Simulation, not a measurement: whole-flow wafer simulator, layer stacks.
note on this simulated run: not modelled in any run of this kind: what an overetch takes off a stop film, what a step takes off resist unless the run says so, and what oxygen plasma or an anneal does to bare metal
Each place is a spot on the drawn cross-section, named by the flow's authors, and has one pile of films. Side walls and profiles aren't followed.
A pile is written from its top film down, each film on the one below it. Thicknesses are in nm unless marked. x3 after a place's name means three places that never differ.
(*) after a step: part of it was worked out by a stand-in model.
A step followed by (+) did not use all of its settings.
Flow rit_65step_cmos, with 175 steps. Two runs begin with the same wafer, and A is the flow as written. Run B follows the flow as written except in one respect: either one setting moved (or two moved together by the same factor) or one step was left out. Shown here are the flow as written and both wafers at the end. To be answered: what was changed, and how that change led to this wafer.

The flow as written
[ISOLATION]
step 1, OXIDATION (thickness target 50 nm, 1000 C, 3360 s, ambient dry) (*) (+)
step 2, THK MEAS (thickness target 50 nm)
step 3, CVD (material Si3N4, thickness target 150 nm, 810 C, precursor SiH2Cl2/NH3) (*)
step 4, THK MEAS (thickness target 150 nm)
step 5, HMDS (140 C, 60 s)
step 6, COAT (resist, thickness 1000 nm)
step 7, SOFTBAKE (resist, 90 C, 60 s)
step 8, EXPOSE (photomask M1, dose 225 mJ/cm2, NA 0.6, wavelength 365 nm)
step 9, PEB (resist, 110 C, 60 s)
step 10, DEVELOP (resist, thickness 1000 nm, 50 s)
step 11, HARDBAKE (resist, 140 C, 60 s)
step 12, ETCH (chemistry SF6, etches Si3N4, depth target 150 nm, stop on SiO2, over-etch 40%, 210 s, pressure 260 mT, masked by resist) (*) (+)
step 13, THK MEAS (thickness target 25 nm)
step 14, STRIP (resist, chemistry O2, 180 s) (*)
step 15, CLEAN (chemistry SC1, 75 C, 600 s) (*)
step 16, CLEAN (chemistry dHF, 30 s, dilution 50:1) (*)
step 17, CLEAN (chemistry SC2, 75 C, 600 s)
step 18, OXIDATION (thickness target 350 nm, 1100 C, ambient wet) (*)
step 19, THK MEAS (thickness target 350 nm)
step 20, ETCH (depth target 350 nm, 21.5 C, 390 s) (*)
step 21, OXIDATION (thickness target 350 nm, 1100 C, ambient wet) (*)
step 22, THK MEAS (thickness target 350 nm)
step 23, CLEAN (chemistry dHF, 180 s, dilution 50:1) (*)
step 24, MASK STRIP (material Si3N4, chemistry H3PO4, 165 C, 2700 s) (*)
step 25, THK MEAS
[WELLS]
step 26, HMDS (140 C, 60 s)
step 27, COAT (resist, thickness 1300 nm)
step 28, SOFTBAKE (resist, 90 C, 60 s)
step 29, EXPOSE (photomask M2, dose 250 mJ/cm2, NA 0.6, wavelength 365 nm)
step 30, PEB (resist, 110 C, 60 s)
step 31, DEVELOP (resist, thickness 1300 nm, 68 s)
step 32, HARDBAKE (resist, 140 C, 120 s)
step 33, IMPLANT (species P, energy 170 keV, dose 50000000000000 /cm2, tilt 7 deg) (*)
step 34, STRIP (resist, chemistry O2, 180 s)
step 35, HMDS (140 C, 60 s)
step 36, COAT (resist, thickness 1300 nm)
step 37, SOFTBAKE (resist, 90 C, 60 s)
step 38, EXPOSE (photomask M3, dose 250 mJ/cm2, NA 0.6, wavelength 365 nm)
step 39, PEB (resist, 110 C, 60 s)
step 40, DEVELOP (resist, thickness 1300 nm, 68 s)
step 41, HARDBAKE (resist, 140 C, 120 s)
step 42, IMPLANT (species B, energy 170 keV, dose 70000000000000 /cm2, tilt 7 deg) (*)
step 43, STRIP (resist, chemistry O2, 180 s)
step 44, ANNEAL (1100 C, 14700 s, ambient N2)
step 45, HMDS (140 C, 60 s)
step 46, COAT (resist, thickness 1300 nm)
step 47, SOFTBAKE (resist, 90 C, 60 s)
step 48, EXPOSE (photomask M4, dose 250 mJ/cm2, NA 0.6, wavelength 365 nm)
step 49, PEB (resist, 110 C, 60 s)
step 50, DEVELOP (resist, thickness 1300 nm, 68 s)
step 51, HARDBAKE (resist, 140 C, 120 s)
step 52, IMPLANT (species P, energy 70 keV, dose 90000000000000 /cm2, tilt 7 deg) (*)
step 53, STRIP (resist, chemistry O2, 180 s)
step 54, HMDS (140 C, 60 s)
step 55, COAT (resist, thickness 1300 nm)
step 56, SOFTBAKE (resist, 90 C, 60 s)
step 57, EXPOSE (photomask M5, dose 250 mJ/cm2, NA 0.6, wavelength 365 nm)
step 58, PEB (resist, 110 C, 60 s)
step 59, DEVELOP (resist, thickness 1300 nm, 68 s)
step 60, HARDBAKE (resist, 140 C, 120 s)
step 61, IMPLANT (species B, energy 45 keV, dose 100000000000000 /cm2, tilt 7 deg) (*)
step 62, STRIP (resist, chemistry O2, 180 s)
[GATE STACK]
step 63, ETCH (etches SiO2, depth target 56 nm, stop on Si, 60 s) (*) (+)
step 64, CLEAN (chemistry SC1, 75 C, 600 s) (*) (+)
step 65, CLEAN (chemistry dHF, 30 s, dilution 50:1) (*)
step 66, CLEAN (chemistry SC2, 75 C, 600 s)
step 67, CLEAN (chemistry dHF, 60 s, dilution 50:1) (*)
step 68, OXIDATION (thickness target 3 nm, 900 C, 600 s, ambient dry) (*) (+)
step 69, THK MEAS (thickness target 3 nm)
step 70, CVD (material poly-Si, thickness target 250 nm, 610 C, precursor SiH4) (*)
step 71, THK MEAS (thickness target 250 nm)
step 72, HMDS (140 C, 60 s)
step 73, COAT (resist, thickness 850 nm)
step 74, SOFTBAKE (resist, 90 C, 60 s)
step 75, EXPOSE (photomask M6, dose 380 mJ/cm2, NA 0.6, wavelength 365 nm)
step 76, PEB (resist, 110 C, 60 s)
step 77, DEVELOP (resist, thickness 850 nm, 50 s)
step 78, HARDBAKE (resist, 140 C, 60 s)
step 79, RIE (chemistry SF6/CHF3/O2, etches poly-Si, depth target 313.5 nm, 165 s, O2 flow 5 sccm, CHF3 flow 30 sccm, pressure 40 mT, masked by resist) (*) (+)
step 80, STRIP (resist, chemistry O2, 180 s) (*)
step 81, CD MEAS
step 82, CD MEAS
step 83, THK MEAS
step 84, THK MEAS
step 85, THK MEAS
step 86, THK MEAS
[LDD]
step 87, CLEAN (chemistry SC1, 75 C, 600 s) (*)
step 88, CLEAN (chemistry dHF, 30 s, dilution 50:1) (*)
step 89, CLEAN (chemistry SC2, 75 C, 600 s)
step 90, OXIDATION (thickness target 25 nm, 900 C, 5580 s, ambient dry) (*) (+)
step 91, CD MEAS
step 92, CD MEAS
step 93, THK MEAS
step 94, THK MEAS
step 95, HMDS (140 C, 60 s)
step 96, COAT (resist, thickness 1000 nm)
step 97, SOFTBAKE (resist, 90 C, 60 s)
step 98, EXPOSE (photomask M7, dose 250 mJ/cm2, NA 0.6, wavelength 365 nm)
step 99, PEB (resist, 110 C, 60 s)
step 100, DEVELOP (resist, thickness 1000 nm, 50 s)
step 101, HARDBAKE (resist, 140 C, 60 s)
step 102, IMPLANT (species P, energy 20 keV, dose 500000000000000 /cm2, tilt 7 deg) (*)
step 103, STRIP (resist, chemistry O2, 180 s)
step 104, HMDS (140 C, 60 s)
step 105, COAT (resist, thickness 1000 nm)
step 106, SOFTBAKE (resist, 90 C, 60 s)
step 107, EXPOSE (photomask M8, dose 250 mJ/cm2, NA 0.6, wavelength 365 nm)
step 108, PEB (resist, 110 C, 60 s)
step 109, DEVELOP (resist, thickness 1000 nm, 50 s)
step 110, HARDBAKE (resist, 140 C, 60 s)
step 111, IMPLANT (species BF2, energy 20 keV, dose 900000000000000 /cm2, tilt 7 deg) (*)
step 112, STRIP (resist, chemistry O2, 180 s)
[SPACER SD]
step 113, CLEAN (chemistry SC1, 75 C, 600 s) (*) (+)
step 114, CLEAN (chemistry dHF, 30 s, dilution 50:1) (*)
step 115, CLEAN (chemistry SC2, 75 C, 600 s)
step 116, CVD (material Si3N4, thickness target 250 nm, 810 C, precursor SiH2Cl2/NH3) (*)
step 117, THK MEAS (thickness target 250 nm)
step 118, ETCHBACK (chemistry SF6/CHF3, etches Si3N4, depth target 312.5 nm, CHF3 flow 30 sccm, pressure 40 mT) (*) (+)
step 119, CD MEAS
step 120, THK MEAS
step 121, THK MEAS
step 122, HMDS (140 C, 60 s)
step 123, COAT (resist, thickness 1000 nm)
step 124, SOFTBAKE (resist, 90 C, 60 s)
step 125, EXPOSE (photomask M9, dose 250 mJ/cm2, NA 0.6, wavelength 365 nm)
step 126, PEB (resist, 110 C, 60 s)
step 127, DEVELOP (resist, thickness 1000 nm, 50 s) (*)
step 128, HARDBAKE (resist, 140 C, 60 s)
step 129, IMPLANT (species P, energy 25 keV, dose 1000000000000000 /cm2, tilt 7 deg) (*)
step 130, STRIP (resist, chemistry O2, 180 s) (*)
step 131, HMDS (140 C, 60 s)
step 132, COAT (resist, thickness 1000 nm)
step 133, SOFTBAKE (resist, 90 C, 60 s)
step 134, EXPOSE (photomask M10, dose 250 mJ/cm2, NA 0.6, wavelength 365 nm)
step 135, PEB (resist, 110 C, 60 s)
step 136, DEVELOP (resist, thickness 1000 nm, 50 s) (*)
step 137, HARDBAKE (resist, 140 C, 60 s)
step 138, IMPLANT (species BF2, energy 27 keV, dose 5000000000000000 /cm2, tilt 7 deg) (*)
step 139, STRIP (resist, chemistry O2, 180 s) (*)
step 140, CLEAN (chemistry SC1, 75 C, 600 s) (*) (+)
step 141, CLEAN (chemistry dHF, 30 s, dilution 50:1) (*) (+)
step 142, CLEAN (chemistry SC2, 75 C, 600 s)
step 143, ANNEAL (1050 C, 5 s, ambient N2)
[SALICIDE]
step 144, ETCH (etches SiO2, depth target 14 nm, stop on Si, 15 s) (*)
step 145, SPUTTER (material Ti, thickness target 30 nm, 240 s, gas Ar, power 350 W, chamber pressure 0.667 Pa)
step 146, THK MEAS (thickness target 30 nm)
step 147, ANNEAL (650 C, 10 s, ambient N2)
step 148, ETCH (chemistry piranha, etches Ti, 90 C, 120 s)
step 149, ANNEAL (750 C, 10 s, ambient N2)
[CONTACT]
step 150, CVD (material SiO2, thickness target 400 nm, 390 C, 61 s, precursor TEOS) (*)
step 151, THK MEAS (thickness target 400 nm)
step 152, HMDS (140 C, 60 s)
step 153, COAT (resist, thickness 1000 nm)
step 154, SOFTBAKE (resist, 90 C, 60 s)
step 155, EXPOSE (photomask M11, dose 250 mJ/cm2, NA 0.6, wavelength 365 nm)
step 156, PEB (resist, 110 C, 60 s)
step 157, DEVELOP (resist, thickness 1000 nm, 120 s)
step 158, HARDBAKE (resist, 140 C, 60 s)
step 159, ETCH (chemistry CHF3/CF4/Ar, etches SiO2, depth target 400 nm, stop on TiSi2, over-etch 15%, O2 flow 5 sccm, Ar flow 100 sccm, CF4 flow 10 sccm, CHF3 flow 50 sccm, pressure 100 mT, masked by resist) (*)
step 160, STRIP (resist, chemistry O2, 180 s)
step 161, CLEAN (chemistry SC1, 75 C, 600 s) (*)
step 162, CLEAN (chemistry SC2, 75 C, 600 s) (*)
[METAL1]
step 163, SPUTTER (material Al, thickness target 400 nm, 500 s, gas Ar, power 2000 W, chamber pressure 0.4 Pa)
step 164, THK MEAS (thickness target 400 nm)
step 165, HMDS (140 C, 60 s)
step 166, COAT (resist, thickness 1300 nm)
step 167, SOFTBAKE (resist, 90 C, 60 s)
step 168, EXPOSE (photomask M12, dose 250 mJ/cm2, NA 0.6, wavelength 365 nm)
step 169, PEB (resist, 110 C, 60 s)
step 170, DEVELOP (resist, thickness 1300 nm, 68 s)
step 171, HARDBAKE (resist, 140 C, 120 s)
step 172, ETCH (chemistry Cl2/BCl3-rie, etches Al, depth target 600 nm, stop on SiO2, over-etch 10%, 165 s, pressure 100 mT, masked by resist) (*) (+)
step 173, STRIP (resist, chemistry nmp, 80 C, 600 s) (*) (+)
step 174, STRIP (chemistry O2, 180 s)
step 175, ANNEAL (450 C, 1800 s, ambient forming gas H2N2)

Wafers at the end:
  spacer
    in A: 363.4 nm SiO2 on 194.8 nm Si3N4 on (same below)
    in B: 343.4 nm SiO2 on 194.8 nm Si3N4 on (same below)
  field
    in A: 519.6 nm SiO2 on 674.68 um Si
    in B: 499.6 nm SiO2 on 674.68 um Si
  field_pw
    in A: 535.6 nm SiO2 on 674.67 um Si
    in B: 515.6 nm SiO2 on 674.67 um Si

Cause: step 163, SPUTTER: 300 s was run, while the flow as written has 500 s.

How this came from the change, step by step:
  step 163, SPUTTER (material Al, thickness target 400 nm, 500 s, gas Ar, power 2000 W, chamber pressure 0.4 Pa)
      field, field_p, spacer, spacer_p: A +400 Al (new film) | B +240 Al (new film)
      gate_n, gate_p: A +396 Al (new film) | B +240 Al (new film)
      (as well as at 2 more places)
  step 172, ETCH (chemistry Cl2/BCl3-rie, etches Al, depth target 600 nm, stop on SiO2, over-etch 10%, 165 s, pressure 100 mT, masked by resist) (*) (+)
      field, field_p, spacer, spacer_p: A -400 Al (all of it), -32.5 SiO2 | B -240 Al (all of it), -52.5 SiO2
      gate_n, gate_p: A -396 Al (all of it), -33 SiO2 | B -240 Al (all of it), -52.5 SiO2
      (as well as at 2 more places)
